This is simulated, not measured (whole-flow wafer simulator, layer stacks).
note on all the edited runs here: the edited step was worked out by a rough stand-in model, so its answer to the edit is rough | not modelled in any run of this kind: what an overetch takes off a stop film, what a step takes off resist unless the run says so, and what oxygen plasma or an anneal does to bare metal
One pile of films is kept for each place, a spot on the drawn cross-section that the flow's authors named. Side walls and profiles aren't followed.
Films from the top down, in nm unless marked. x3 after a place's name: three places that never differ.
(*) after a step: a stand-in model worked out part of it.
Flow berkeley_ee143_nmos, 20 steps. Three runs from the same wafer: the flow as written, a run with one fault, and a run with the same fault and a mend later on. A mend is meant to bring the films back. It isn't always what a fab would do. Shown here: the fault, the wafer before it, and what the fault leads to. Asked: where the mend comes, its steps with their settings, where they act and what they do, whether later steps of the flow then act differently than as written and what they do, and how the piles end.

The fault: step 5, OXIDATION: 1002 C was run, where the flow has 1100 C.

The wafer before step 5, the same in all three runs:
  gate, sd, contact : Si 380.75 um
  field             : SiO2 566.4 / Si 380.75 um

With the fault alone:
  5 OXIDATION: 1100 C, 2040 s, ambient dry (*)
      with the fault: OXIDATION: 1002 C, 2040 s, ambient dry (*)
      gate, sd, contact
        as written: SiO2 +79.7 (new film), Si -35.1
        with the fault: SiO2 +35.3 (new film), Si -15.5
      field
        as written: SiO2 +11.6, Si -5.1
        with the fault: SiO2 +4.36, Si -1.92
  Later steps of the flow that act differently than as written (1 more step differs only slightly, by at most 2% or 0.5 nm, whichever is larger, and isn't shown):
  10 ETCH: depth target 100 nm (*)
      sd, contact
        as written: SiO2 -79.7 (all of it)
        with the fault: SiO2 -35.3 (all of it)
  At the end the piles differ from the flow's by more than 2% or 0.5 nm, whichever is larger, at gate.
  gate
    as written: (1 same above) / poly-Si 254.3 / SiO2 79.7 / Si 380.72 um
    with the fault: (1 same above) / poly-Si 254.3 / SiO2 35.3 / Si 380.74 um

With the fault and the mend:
  The mend comes after step 5.
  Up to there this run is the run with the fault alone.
  5a OXIDATION: 1100 C, 1562 s, ambient dry (*) (the flow's step 5 once more, with other settings)
      gate, sd, contact
        SiO2 +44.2, Si -19.5
      field
        SiO2 +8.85, Si -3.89
  No later step of the flow acts differently than as written, at any place that is followed, by more than 2% or 0.5 nm, whichever is larger.
  At the end the piles differ from the flow's only slightly at the places that both follow, by at most 2% or 0.5 nm, whichever is larger.
